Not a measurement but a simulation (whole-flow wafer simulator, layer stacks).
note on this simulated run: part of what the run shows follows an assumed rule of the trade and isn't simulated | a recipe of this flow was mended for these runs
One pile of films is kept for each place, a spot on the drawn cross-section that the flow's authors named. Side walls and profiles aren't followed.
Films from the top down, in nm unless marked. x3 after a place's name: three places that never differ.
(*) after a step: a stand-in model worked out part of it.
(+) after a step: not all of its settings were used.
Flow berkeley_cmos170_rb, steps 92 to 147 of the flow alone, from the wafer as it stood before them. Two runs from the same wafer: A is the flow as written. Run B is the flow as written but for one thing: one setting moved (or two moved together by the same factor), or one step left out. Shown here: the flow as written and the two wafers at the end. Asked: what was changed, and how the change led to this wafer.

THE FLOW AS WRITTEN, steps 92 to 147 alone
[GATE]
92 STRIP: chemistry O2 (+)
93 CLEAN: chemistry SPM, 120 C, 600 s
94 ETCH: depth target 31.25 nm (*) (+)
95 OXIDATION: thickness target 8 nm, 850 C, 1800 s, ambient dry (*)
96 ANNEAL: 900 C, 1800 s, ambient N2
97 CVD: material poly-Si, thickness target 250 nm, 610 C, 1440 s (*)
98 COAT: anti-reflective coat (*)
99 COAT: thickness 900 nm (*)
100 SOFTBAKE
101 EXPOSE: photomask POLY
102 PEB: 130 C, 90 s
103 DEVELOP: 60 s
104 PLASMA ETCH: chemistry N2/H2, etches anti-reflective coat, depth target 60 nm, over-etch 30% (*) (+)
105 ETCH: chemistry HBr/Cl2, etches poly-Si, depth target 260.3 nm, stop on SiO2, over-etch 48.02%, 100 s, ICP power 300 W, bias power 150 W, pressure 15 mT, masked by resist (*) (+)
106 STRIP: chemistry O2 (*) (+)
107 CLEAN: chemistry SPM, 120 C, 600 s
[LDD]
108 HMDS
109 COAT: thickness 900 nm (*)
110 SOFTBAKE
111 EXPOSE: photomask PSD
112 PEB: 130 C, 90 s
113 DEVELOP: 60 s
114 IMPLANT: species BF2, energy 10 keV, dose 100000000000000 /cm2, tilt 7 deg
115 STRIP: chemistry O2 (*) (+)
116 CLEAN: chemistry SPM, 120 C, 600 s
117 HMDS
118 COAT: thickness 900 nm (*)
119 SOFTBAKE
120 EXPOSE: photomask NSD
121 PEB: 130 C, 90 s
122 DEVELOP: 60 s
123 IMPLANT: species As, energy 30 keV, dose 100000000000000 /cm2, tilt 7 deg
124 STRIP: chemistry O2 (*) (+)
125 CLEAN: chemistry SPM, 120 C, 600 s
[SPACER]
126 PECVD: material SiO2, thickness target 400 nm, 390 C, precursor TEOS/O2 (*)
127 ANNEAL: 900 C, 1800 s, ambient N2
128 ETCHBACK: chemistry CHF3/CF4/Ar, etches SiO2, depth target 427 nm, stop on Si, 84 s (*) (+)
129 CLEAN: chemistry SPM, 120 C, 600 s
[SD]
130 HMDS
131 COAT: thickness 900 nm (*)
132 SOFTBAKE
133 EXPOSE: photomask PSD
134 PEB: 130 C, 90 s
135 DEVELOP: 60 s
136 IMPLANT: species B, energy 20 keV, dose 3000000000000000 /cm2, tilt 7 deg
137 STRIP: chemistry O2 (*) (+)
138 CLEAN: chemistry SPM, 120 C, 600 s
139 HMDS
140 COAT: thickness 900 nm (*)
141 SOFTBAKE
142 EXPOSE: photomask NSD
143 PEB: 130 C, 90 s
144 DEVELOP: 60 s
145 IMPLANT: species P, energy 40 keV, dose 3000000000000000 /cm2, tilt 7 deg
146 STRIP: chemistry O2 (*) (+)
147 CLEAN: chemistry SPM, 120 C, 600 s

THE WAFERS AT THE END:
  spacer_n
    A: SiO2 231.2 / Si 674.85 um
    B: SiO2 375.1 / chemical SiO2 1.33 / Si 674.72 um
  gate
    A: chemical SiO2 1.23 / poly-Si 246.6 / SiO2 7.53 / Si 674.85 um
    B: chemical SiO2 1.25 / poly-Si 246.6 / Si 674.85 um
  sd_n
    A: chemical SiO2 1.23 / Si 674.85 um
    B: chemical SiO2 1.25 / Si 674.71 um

The cause: step 95, OXIDATION: thickness target 8 nm, 850 C, 1800 s, ambient dry (*), was left out.

How the change led to this, step by step:
  105 ETCH: chemistry HBr/Cl2, etches poly-Si, depth target 260.3 nm, stop on SiO2, over-etch 48.02%, 100 s, ICP power 300 W, bias power 150 W, pressure 15 mT, masked by resist (*) (+)
      spacer_n, spacer_p: A poly-Si -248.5 (all of it), SiO2 -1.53 | B poly-Si -248.5 (all of it), Si -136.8
      sd_n: A poly-Si -248.8 (all of it), SiO2 -1.51 | B poly-Si -248.8 (all of it), Si -136.5
      (and at 3 more places)
  106 STRIP: chemistry O2 (*) (+)
      sd_n, spacer_n, sd_p, spacer_p, contact, m1: A nothing | B chemical SiO2 +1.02 (new film), Si -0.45
  109 COAT: thickness 900 nm (*)
      field: A KrF-resist +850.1 (new film) | B KrF-resist +814.8 (new film)
      sd_n: A KrF-resist +1005.4 (new film) | B KrF-resist +1077.4 (new film)
      (and at 7 more places)
  113 DEVELOP: 60 s
      sd_p: A KrF-resist -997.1 (all of it) | B KrF-resist -1064 (all of it)
      spacer_p: A KrF-resist -994.2 (all of it) | B KrF-resist -1055.9 (all of it)
      (and at 1 more place)
  115 STRIP: chemistry O2 (*) (+)
      sd_n: A KrF-resist -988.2 (all of it) | B KrF-resist -1060 (all of it), chemical SiO2 +0.1
      spacer_n: A KrF-resist -982.4 (all of it) | B KrF-resist -1046.8 (all of it), chemical SiO2 +0.1
      (and at 4 more places)
  118 COAT: thickness 900 nm (*)
      field: A KrF-resist +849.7 (new film) | B KrF-resist +814.8 (new film)
      sd_n: A KrF-resist +1005.4 (new film) | B KrF-resist +1077.3 (new film)
      (and at 7 more places)
  122 DEVELOP: 60 s
      sd_n: A KrF-resist -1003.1 (all of it) | B KrF-resist -1074.8 (all of it)
      spacer_n: A KrF-resist -996.7 (all of it) | B KrF-resist -1060.7 (all of it)
      (and at 3 more places)
  124 STRIP: chemistry O2 (*) (+)
      sd_p: A KrF-resist -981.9 (all of it) | B KrF-resist -1048.5 (all of it), chemical SiO2 +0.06
      spacer_p: A KrF-resist -978.6 (all of it) | B KrF-resist -1039.9 (all of it), chemical SiO2 +0.06
      (and at 2 more places)
  126 PECVD: material SiO2, thickness target 400 nm, 390 C, precursor TEOS/O2 (*)
      sd_n, contact, m1: A SiO2 +400 | B SiO2 +400 (new film)
      spacer_n, spacer_p: A SiO2 +385.3 | B SiO2 +375.1 (new film)
      (and at 1 more place)
  128 ETCHBACK: chemistry CHF3/CF4/Ar, etches SiO2, depth target 427 nm, stop on Si, 84 s (*) (+)
      spacer_n, spacer_p: A SiO2 -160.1 | B nothing
      sd_n: A SiO2 -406 (all of it), Si -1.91 | B SiO2 -400 (all of it), chemical SiO2 -1.33 (all of it), Si -2.33
      (and at 3 more places)
  131 COAT: thickness 900 nm (*)
      field: A KrF-resist +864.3 (new film) | B KrF-resist +841.2 (new film)
      sd_n: A KrF-resist +1002.7 (new film) | B KrF-resist +1083.1 (new film)
      (and at 7 more places)
  135 DEVELOP: 60 s
      sd_p: A KrF-resist -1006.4 (all of it) | B KrF-resist -1083.8 (all of it)
      spacer_p: A KrF-resist -783.4 (all of it) | B KrF-resist -717.3 (all of it)
      (and at 1 more place)
  137 STRIP: chemistry O2 (*) (+)
      field: A KrF-resist -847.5 (all of it) | B KrF-resist -824.4 (all of it)
      sd_n: A KrF-resist -985.4 (all of it), chemical SiO2 +0.17, Si -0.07 | B KrF-resist -1065.7 (all of it), chemical SiO2 +0.18, Si -0.08
      (and at 4 more places)
  140 COAT: thickness 900 nm (*)
      field: A KrF-resist +864.2 (new film) | B KrF-resist +840.8 (new film)
      sd_n: A KrF-resist +1002.3 (new film) | B KrF-resist +1083.1 (new film)
      (and at 7 more places)
  144 DEVELOP: 60 s
      sd_n: A KrF-resist -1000 (all of it) | B KrF-resist -1080.6 (all of it)
      spacer_n: A KrF-resist -789.7 (all of it) | B KrF-resist -733.3 (all of it)
      (and at 3 more places)
  146 STRIP: chemistry O2 (*) (+)
      field: A KrF-resist -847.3 (all of it) | B KrF-resist -824 (all of it)
      sd_p: A KrF-resist -991.3 (all of it), chemical SiO2 +0.07 | B KrF-resist -1068.7 (all of it), chemical SiO2 +0.07
      (and at 2 more places)
